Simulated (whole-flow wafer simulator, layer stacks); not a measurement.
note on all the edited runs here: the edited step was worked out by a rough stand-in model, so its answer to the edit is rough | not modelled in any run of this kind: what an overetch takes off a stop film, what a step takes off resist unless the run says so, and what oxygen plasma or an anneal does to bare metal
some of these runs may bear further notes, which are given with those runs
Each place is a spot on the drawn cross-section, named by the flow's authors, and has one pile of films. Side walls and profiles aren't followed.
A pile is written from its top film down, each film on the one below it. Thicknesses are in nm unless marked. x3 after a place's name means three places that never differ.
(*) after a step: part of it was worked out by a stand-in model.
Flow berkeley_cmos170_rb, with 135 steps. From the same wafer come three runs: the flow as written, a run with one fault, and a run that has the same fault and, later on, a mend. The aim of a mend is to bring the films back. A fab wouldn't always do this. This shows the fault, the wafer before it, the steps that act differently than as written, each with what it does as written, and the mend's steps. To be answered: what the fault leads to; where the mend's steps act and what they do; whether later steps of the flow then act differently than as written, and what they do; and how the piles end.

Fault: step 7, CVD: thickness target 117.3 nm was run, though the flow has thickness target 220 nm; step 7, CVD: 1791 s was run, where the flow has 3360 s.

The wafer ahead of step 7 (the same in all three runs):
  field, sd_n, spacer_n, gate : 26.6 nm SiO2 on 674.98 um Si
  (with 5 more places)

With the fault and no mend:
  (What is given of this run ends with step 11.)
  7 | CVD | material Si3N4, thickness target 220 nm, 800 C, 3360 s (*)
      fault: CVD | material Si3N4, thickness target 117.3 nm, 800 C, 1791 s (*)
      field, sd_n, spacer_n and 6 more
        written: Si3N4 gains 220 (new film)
        fault: Si3N4 gains 117.3 (new film)
  Every later step of the flow up to step 11 that is run acts as written at every place that is followed.
  Once step 11 is done, the piles at field, sd_n, spacer_n and 6 more depart from the flow's by more than 2% or 0.5 nm, whichever is larger.
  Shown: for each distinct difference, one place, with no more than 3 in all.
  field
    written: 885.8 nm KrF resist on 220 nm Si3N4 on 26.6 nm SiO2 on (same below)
    fault: 885.8 nm KrF resist on 117.3 nm Si3N4 on 26.6 nm SiO2 on (same below)
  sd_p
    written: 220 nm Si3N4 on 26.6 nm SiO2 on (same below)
    fault: 117.3 nm Si3N4 on 26.6 nm SiO2 on (same below)

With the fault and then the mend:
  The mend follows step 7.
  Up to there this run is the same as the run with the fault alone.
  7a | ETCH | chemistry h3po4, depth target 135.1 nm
      field, sd_n, spacer_n and 6 more
        Si3N4 loses 117.3 (all of it)
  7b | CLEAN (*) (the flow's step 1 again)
      leaves every film unchanged at each place that is followed
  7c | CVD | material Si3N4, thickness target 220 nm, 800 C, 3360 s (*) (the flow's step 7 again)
      field, sd_n, spacer_n and 6 more
        Si3N4 gains 220 (new film)
  Every later step of the flow that is run acts as written at every place that is followed.
  The piles end the same as the flow's at every place that both follow.
